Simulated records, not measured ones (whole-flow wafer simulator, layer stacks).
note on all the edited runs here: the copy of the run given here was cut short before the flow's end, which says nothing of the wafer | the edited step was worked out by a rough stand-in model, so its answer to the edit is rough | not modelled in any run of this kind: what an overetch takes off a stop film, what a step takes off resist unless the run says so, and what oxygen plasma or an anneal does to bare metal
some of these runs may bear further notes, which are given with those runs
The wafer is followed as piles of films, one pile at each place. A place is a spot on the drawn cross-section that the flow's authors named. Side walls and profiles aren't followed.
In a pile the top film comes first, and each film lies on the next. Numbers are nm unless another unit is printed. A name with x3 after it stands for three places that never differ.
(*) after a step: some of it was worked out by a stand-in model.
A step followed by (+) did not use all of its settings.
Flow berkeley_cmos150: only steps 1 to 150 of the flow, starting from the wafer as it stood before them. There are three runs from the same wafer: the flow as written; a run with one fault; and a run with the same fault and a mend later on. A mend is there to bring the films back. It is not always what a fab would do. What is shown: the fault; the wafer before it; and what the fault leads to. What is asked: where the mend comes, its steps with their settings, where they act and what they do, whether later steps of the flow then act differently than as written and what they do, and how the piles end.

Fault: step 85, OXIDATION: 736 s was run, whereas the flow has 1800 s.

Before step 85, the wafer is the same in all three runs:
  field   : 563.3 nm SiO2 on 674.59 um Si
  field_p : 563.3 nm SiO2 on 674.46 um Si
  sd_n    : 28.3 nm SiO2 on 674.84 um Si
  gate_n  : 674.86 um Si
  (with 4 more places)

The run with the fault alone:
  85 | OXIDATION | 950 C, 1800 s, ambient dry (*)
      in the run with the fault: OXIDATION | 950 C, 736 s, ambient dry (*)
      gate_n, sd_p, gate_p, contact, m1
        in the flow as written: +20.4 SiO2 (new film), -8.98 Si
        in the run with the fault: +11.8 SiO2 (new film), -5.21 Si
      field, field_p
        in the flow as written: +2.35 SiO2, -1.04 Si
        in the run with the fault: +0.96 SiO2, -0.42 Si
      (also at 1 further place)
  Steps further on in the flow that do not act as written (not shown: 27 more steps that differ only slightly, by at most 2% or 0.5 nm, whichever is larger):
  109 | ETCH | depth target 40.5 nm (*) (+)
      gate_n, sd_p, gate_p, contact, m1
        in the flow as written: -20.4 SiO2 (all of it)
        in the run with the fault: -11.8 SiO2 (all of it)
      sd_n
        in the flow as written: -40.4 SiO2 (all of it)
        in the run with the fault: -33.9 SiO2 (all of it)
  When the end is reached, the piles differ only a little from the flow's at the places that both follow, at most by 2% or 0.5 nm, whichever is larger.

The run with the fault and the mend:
  The mend follows step 94.
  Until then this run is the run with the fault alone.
  94a | STRIP (*) (+)
      field_p
        -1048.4 KrF resist (all of it)
      sd_p
        -1275.5 KrF resist (all of it)
      gate_p
        -1250 KrF resist (all of it)
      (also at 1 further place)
  94b | CLEAN | chemistry SPM, 600 s (the flow's step 77 again)
      alters no film at any place that is followed
  94c | OXIDATION | 950 C, 953 s, ambient dry (*) (the flow's step 85 again, with other settings)
      gate_n, sd_p, gate_p, contact, m1
        +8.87 SiO2, -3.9 Si
      field, field_p
        +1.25 SiO2, -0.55 Si
      sd_n
        +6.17 SiO2, -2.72 Si
  94d | HMDS (the flow's step 88 again)
      alters no film at any place that is followed
  94e | COAT | KrF resist, thickness 1100 nm (*) (the flow's step 89 again)
      field
        +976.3 KrF resist (new film)
      field_p
        +1087.8 KrF resist (new film)
      sd_n
        +1243.1 KrF resist (new film)
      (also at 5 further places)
  94f | SOFTBAKE | KrF resist (the flow's step 90 again)
      alters no film at any place that is followed
  94g | EXPOSE | photomask NWELL INV, NA 0.5, wavelength 248 nm (*) (the flow's step 91 again)
      alters no film at any place that is followed
  94h | PEB | KrF resist, 110 C, 90 s (the flow's step 92 again)
      field
        -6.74 KrF resist
      field_p
        -7.53 KrF resist
      sd_n
        -8.63 KrF resist
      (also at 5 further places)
  94i | DEVELOP | KrF resist, thickness 1100 nm, developer developer-D-0.26N, 45 s (the flow's step 93 again)
      field_p, sd_p, gate_p, m1
        -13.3 KrF resist
      field
        -969.5 KrF resist (all of it)
      sd_n
        -1234.5 KrF resist (all of it)
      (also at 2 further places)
  94j | HARDBAKE | 120 C, 7200 s (the flow's step 94 again)
      field_p
        -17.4 KrF resist
      sd_p
        -21.4 KrF resist
      gate_p
        -20.9 KrF resist
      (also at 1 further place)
  Later steps of the flow that are run all act as written at every place that is followed, up to a difference of at most 2% or 0.5 nm, whichever is larger.
  When the end is reached, the piles differ only a little from the flow's at the places that both follow, at most by 2% or 0.5 nm, whichever is larger.
